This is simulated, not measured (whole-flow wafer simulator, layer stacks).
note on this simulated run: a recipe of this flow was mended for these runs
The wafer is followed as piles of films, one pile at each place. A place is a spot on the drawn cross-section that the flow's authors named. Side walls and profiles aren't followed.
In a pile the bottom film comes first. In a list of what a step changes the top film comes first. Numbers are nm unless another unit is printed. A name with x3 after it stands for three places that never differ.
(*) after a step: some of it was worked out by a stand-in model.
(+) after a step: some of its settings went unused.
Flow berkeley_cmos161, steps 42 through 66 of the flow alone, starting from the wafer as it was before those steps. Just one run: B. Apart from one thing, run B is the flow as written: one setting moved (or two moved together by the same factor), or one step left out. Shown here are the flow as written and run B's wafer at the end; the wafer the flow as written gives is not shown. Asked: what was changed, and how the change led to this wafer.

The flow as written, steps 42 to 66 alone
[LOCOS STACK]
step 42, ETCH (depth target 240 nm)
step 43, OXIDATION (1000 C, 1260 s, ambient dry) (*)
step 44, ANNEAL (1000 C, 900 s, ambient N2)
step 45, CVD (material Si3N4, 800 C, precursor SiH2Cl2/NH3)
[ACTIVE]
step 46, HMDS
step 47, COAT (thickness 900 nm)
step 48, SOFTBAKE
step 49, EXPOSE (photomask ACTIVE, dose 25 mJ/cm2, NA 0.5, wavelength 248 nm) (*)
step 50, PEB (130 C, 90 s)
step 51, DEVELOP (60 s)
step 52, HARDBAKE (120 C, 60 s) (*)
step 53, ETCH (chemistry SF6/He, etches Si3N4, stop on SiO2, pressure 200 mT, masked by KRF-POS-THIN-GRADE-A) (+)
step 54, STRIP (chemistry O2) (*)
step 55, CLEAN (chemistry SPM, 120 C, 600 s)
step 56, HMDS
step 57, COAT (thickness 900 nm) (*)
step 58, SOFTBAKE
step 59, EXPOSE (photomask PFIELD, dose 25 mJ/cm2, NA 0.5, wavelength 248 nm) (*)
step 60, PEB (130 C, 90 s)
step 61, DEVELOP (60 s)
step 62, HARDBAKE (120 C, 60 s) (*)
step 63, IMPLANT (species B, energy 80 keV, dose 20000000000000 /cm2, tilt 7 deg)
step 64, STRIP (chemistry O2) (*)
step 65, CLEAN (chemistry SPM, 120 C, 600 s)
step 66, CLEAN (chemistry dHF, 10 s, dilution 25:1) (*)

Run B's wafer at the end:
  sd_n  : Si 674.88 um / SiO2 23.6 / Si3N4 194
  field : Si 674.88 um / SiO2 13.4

The reason: step 43, OXIDATION: 1008 s was run, while the flow as written has 1260 s.

Step by step, how the change led to this:
  step 43, OXIDATION (1000 C, 1260 s, ambient dry) (*)
      field, sd_n, spacer_n and 6 more: SiO2 gains 23.6 (new film), Si loses 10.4 (as written it would have been: SiO2 gains 26.6 (new film), Si loses 11.7)
